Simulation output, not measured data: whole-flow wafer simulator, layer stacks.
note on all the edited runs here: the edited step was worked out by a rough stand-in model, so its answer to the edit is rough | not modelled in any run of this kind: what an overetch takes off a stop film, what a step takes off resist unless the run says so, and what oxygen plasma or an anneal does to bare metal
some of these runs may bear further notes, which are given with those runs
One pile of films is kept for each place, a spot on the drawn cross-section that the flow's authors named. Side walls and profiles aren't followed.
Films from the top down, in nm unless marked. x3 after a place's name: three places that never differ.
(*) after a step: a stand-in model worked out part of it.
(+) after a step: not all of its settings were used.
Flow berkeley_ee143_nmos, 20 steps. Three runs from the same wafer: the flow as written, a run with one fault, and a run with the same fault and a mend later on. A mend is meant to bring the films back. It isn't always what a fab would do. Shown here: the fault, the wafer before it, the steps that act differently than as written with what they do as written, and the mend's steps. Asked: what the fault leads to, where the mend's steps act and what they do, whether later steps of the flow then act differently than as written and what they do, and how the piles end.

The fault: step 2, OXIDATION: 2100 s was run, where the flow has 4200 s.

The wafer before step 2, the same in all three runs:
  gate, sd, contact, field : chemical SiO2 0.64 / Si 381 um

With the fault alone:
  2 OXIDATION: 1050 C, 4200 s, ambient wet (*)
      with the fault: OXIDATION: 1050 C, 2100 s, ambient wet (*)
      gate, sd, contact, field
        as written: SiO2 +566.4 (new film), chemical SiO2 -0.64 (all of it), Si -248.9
        with the fault: SiO2 +371.2 (new film), chemical SiO2 -0.64 (all of it), Si -163
  Later steps of the flow that act differently than as written:
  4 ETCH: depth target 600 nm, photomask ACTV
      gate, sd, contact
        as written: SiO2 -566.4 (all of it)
        with the fault: SiO2 -371.2 (all of it)
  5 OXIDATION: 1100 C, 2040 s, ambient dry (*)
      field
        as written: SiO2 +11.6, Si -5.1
        with the fault: SiO2 +16.5, Si -7.25
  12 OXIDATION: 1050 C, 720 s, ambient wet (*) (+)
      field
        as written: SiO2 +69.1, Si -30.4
        with the fault: SiO2 +94.6, Si -41.6
  At the end the piles differ from the flow's by more than 2% or 0.5 nm, whichever is larger, at field.
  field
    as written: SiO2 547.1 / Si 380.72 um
    with the fault: SiO2 382.2 / Si 380.79 um

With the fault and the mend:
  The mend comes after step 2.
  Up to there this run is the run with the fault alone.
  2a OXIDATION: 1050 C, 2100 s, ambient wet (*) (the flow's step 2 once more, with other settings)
      gate, sd, contact, field
        SiO2 +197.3, Si -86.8
  No later step of the flow acts differently than as written, at any place that is followed, by more than 2% or 0.5 nm, whichever is larger.
  At the end the piles differ from the flow's only slightly at the places that both follow, by at most 2% or 0.5 nm, whichever is larger.
